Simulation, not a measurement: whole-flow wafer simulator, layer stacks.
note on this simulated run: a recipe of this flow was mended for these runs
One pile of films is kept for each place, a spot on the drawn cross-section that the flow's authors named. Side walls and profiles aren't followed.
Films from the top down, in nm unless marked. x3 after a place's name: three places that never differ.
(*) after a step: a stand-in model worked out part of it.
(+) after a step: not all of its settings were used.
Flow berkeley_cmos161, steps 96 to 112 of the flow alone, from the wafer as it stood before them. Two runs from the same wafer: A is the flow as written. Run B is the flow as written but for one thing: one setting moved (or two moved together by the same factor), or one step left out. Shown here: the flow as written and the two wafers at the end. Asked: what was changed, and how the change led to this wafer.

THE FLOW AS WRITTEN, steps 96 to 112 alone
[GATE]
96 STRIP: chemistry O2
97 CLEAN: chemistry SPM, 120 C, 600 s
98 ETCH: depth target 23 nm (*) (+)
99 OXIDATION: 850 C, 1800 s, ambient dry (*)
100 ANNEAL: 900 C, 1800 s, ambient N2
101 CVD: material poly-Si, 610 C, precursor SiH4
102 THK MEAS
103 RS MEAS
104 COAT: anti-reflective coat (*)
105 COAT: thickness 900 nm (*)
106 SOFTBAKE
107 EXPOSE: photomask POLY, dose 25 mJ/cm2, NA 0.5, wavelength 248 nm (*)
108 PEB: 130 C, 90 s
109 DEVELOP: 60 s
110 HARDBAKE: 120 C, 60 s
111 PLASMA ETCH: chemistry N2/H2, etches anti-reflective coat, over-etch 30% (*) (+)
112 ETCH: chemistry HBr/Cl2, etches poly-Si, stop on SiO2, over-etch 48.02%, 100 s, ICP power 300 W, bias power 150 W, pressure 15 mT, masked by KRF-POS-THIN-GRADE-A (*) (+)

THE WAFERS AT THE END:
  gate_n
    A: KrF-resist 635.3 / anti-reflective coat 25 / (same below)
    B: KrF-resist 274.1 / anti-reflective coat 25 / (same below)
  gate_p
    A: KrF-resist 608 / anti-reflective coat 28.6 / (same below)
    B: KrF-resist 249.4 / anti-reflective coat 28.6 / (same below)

The cause: step 105, COAT: thickness 495 nm was run, where the flow has thickness 900 nm.

How the change led to this, step by step:
  105 COAT: thickness 900 nm (*)
      field: A KrF-resist +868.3 (new film) | B KrF-resist +467.5 (new film)
      sd_n: A KrF-resist +909.1 (new film) | B KrF-resist +502.9 (new film)
      (and at 7 more places)
  108 PEB: 130 C, 90 s
      spacer_p, gate_p: A KrF-resist -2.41 | B KrF-resist -1.27
      field: A KrF-resist -2.04 | B KrF-resist -0.98
      (and at 6 more places)
  109 DEVELOP: 60 s
      field: A KrF-resist -866.3 (all of it) | B KrF-resist -466.5 (all of it)
      sd_n: A KrF-resist -907 (all of it) | B KrF-resist -501.8 (all of it)
      (and at 5 more places)
  110 HARDBAKE: 120 C, 60 s
      gate_n: A KrF-resist -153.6 | B KrF-resist -90
      gate_p: A KrF-resist -148.8 | B KrF-resist -85.6
